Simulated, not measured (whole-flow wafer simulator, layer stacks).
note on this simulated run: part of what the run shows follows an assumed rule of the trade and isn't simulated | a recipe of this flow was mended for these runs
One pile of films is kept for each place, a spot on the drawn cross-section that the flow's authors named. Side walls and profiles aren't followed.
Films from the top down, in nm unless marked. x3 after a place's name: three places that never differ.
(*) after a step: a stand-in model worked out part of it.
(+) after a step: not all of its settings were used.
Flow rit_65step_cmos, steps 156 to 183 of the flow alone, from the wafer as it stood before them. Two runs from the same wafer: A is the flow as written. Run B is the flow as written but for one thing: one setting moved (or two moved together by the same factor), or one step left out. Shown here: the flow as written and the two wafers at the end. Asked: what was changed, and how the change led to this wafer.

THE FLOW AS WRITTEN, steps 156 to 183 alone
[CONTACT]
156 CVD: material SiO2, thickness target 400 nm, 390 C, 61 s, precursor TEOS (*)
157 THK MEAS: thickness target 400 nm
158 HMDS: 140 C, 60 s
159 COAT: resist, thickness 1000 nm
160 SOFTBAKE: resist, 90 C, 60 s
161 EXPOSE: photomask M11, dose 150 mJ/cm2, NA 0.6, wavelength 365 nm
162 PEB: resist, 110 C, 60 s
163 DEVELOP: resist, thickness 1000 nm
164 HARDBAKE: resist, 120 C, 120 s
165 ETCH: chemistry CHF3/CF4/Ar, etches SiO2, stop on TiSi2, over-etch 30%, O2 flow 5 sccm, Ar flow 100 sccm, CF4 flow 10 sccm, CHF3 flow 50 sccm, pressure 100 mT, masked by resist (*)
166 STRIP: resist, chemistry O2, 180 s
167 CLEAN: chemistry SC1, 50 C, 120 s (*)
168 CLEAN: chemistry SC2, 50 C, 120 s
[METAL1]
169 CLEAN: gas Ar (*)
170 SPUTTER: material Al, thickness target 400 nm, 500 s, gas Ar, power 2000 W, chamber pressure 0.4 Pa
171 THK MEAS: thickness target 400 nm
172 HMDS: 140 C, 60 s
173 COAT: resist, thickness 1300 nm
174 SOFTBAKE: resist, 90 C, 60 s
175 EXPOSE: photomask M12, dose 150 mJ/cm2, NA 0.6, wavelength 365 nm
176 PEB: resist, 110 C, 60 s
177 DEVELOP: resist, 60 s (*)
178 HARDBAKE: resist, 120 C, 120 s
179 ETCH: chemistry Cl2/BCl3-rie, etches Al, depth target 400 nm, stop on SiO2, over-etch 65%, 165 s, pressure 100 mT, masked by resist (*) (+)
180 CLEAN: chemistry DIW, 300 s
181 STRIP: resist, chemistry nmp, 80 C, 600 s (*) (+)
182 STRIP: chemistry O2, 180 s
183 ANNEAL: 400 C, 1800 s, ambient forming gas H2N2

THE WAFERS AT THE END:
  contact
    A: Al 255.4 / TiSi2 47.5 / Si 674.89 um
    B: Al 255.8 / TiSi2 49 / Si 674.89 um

The cause: step 165, ETCH: over-etch 22.8% was run, where the flow has over-etch 30%.

How the change led to this, step by step:
  165 ETCH: chemistry CHF3/CF4/Ar, etches SiO2, stop on TiSi2, over-etch 30%, O2 flow 5 sccm, Ar flow 100 sccm, CF4 flow 10 sccm, CHF3 flow 50 sccm, pressure 100 mT, masked by resist (*)
      field, field_pw, field_nw and 10 more: A resist -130 | B resist -122.8
      contact: A SiO2 -400 (all of it), TiSi2 -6 | B SiO2 -400 (all of it), TiSi2 -4.56
